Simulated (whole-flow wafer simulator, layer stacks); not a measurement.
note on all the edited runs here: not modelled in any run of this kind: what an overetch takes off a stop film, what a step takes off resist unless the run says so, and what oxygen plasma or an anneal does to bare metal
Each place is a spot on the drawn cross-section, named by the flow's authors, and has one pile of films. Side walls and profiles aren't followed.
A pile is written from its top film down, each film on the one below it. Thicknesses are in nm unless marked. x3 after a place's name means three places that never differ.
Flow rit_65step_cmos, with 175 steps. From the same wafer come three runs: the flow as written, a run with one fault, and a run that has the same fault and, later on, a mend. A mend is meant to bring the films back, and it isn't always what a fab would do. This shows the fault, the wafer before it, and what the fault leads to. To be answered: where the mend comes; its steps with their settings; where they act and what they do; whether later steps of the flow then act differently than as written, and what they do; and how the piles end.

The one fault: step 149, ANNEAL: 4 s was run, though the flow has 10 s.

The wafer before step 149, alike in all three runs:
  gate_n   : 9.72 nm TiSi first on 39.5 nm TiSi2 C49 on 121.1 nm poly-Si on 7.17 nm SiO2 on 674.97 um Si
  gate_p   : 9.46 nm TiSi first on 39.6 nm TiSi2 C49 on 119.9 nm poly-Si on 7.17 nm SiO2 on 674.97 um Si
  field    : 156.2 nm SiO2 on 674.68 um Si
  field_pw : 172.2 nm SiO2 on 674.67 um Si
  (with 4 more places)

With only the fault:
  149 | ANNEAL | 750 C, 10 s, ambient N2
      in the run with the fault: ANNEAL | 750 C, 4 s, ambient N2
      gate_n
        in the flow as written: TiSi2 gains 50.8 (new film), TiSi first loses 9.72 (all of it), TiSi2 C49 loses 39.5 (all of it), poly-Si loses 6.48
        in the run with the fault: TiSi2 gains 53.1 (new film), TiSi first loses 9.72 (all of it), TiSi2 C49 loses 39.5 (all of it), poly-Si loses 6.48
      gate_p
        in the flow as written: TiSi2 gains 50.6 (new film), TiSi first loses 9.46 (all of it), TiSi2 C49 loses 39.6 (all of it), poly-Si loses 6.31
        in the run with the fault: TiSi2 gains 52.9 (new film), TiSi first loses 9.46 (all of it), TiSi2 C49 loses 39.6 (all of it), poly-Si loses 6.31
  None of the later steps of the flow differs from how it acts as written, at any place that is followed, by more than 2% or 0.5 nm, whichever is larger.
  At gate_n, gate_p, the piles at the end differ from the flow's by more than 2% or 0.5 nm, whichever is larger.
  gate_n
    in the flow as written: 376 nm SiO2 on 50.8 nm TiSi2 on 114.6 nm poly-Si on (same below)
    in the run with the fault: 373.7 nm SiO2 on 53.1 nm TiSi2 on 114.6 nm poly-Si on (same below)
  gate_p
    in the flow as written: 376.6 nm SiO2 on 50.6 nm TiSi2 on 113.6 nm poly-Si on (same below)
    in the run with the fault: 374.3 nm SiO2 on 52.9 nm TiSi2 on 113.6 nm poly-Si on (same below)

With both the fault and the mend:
  After step 149 comes the mend.
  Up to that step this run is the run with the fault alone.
  149a | ANNEAL | 750 C, 6 s, ambient N2 (the flow's step 149, run once more with other settings)
      gate_n
        TiSi2 loses 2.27
      gate_p
        TiSi2 loses 2.32
  None of the later steps of the flow acts differently than as written at any place that is followed.
  At every place that both follow, the piles at the end match the flow's.
